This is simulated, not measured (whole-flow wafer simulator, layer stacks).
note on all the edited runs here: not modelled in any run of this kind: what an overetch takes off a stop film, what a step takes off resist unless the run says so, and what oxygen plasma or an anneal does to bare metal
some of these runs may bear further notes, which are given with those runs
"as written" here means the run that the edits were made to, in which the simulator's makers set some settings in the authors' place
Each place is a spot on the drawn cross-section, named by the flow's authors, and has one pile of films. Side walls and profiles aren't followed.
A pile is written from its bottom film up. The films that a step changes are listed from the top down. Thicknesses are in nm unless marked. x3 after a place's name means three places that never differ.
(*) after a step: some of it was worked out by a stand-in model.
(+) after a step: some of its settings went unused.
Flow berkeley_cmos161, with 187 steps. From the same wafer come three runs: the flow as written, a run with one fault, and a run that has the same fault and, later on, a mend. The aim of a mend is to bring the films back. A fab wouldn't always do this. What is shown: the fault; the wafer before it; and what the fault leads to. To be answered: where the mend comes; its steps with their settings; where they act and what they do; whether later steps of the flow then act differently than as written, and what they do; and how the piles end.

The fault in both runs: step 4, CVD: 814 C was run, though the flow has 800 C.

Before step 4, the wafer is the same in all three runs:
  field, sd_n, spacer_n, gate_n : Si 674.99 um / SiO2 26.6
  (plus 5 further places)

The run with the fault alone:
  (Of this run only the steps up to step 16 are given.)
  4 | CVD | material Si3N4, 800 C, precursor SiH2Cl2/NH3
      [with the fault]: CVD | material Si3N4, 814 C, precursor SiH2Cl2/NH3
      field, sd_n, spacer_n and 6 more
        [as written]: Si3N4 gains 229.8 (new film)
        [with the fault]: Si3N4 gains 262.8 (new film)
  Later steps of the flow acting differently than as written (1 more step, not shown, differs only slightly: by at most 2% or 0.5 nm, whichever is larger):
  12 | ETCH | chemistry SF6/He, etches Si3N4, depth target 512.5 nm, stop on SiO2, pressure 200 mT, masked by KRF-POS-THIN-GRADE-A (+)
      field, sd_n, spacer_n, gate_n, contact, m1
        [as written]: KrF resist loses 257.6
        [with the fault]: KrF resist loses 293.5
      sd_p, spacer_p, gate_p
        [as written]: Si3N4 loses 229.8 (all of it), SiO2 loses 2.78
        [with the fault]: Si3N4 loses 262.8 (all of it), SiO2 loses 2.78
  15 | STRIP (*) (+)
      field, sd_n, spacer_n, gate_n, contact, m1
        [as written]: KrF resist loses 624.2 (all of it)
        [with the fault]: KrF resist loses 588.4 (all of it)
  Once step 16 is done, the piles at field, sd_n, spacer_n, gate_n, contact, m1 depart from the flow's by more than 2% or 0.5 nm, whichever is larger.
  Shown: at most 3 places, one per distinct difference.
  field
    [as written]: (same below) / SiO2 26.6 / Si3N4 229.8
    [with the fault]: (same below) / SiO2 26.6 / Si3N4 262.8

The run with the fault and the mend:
  The mend follows step 4.
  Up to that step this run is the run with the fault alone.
  4a | ETCH | chemistry h3po4, depth target 302.2 nm
      field, sd_n, spacer_n and 6 more
        Si3N4 loses 262.8 (all of it)
  4b | CLEAN | chemistry SC1/SC2 (the flow's step 1, run once more)
      does not change any film at any place that is followed
  4c | CVD | material Si3N4, 800 C, precursor SiH2Cl2/NH3 (the flow's step 4, run once more)
      field, sd_n, spacer_n and 6 more
        Si3N4 gains 229.8 (new film)
  Later steps of the flow that are run all act as written at every place that is followed.
  The piles end the same as the flow's at every place that both follow.
